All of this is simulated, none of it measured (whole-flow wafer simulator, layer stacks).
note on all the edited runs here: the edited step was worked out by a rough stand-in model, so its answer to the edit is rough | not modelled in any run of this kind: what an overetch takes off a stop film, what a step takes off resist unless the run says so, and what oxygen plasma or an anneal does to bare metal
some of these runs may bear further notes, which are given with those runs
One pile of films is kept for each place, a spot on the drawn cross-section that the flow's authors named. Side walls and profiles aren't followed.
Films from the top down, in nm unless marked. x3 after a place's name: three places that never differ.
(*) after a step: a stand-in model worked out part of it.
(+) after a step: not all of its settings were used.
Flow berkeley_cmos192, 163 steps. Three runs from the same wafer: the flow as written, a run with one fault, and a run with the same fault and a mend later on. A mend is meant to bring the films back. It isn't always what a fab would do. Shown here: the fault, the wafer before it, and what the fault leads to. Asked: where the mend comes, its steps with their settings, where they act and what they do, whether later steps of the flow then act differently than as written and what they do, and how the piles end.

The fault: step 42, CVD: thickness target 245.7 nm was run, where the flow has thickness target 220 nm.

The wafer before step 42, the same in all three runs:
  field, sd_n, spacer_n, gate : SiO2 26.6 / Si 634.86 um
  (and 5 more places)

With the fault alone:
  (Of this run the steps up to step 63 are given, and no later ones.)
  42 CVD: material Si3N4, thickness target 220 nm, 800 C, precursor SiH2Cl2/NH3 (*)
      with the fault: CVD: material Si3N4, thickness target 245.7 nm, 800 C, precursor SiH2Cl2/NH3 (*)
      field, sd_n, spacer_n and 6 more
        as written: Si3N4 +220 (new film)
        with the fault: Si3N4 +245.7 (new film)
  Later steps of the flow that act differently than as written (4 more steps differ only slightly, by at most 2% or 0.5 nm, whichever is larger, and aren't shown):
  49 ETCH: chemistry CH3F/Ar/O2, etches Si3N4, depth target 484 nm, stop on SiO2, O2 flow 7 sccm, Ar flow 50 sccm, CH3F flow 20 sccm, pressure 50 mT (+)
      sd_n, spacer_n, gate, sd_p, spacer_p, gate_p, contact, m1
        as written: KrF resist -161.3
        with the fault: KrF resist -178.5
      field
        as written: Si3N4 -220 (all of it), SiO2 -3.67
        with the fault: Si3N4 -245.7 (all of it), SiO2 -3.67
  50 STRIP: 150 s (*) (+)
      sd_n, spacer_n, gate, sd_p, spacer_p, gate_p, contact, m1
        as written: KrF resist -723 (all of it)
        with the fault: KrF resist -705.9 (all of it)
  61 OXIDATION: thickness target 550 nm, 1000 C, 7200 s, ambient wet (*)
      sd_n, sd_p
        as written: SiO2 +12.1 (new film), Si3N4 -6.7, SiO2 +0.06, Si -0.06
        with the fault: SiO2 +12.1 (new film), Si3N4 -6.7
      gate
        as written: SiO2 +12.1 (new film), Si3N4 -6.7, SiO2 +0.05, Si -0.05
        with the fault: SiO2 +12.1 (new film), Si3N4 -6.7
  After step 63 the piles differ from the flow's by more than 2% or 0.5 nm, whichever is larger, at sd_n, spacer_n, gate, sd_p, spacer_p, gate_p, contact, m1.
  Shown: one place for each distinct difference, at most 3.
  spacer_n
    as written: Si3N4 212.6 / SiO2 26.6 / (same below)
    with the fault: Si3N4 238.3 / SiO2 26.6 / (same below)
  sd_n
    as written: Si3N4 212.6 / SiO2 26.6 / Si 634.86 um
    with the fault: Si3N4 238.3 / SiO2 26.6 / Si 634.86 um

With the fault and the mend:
  The mend comes after step 42.
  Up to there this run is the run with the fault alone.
  42a ETCH: chemistry h3po4, depth target 25.7 nm
      field, sd_n, spacer_n and 6 more
        Si3N4 -25.7
  No later step of the flow acts differently than as written at any place that is followed.
  At the end the piles are the same as the flow's at every place that both follow.
